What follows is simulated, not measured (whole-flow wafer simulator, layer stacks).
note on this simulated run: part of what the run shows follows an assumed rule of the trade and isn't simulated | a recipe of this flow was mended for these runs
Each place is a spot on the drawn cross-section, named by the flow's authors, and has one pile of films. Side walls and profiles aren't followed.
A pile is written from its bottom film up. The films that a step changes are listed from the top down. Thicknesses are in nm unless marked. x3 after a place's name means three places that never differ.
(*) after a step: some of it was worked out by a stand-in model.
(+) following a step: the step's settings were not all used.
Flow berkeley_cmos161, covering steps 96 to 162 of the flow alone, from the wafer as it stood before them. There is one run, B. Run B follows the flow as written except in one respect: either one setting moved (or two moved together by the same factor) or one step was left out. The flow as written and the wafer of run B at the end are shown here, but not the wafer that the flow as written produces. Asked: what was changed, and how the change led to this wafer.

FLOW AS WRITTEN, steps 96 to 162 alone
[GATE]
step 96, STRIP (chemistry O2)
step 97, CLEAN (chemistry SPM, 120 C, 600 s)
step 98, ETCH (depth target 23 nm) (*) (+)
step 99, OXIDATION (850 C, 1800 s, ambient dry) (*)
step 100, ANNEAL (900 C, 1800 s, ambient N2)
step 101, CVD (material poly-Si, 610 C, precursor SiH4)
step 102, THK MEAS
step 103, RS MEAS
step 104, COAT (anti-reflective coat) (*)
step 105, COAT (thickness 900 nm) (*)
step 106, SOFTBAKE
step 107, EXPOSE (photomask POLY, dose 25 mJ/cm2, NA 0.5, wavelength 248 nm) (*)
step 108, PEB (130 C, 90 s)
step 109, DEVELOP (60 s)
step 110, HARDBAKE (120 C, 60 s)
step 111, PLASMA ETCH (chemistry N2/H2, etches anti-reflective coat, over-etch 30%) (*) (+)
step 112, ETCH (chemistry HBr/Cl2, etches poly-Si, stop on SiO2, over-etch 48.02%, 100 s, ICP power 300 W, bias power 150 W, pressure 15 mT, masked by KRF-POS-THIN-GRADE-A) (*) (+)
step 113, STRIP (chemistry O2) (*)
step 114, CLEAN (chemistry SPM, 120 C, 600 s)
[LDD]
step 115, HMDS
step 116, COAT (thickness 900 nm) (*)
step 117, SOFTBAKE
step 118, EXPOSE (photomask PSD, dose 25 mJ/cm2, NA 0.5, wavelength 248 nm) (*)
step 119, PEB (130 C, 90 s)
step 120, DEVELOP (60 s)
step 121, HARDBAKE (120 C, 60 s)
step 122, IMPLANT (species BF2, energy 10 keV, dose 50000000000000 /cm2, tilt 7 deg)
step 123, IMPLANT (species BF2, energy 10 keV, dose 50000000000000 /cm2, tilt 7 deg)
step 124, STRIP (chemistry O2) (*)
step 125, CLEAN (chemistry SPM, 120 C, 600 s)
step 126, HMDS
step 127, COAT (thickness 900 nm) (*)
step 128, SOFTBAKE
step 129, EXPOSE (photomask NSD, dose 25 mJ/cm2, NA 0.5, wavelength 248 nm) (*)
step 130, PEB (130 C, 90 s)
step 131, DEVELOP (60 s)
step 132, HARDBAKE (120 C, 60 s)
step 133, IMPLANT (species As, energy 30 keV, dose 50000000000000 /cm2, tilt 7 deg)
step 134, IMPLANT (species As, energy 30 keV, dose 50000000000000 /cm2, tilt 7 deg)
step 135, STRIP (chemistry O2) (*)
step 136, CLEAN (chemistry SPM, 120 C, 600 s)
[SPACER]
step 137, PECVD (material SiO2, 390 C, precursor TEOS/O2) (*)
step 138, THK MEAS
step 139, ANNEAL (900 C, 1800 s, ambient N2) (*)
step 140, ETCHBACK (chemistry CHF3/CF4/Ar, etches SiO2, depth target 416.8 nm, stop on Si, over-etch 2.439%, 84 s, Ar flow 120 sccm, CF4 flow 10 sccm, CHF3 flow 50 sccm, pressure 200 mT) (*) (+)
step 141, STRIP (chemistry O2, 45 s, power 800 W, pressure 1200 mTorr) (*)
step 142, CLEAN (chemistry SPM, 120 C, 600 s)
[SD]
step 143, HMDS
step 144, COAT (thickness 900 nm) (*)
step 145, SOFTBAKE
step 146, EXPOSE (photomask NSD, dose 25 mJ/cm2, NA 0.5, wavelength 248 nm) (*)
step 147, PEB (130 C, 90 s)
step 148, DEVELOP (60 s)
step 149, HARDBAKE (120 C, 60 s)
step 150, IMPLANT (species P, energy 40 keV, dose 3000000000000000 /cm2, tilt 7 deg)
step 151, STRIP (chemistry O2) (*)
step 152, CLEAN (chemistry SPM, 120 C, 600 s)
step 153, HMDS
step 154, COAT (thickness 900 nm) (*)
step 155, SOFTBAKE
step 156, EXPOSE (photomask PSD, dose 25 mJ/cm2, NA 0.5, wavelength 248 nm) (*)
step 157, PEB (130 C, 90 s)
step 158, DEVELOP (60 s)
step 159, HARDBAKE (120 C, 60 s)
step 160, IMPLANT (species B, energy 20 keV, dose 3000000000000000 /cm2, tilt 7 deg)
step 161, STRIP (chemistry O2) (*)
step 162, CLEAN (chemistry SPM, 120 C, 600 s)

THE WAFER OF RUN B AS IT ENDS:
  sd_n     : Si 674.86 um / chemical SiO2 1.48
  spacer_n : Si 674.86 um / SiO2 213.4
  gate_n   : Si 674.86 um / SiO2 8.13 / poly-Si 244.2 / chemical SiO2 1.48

What caused this: step 99, OXIDATION: 858 C was run, while the flow as written has 850 C.

Step by step, how the change led to this:
  step 99, OXIDATION (850 C, 1800 s, ambient dry) (*)
      sd_n, spacer_n, gate_n, sd_p, spacer_p, gate_p, contact, m1: +8.13 SiO2 (new film), -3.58 Si (in the flow as written it would be: +7.48 SiO2 (new film), -3.29 Si)
